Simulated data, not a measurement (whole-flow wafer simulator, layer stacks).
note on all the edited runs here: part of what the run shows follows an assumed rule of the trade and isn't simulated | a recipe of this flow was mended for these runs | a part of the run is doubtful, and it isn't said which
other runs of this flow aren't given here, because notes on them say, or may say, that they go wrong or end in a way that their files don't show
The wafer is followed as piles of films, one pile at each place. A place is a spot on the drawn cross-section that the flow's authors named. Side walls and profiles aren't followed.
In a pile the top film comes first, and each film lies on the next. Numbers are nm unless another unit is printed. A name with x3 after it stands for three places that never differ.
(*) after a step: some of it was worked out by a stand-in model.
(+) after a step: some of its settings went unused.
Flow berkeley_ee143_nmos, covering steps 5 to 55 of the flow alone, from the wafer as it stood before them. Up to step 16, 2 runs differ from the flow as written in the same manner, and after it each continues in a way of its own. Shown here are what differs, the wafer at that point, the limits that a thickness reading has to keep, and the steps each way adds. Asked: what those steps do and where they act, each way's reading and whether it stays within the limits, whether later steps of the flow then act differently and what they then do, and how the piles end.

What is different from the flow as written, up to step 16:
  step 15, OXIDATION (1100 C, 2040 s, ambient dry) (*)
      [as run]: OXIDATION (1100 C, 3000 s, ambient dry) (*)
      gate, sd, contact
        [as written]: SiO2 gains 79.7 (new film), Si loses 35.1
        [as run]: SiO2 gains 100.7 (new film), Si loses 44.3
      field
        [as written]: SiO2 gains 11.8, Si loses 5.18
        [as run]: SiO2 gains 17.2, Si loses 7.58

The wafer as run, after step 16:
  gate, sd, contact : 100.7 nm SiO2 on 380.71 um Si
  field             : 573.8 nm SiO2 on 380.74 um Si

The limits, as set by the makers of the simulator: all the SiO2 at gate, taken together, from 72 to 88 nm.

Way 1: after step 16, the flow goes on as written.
  After step 16, the reading is 100.7 nm, outside the limits.
  Steps further on in the flow that do not act as written (14 other steps are not shown; they differ only slightly, by no more than 2% or 0.5 nm, whichever is larger):
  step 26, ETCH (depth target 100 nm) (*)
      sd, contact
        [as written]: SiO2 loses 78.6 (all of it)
        [this way]: SiO2 loses 99.6 (all of it)
  At gate, the piles at the end differ from the flow's by more than 2% or 0.5 nm, whichever is larger.
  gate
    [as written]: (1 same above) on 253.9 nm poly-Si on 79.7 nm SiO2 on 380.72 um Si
    [this way]: (1 same above) on 253.9 nm poly-Si on 100.7 nm SiO2 on 380.71 um Si

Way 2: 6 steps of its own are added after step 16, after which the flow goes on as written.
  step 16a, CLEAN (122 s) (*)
      gate, sd, contact
        SiO2 loses 100.7 (all of it)
      field
        SiO2 loses 126
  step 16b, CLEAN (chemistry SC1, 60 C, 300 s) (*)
      gate, sd, contact
        chemical SiO2 gains 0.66 (new film), Si loses 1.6
      field
        SiO2 loses 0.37
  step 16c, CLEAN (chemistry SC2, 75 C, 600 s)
      does not change any film at any place that is followed
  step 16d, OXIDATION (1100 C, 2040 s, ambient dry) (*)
      gate, sd, contact
        SiO2 gains 79.8 (new film), chemical SiO2 loses 0.66 (all of it), Si loses 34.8
      field
        SiO2 gains 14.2, Si loses 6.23
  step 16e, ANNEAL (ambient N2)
      does not change any film at any place that is followed
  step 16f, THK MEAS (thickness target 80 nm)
      does not change any film at any place that is followed
  After step 16f, the reading is 79.8 nm, within the limits.
  Steps further on in the flow that do not act as written (6 other steps are not shown; they differ only slightly, by no more than 2% or 0.5 nm, whichever is larger):
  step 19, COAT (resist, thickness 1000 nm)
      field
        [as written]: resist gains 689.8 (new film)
        [this way]: resist gains 729.4 (new film)
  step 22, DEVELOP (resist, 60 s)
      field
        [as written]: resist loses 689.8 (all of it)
        [this way]: resist loses 729.4 (all of it)
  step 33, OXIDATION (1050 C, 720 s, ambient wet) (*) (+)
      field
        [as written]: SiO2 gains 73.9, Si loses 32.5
        [this way]: SiO2 gains 88.1, Si loses 38.8
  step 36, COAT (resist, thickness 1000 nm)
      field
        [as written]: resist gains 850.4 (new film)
        [this way]: resist gains 890.6 (new film)
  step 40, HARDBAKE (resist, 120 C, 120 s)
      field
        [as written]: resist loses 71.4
        [this way]: resist loses 75
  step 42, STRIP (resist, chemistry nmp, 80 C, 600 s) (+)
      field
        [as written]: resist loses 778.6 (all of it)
        [this way]: resist loses 815.2 (all of it)
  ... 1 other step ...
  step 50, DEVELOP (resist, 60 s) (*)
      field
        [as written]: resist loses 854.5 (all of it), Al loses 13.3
        [this way]: resist loses 892.5 (all of it), Al loses 13.3
  At field, the piles at the end differ from the flow's by more than 2% or 0.5 nm, whichever is larger.
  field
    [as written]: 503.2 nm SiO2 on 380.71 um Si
    [this way]: 410.7 nm SiO2 on 380.7 um Si

The limits are kept by: way 2. They are not kept by: way 1.
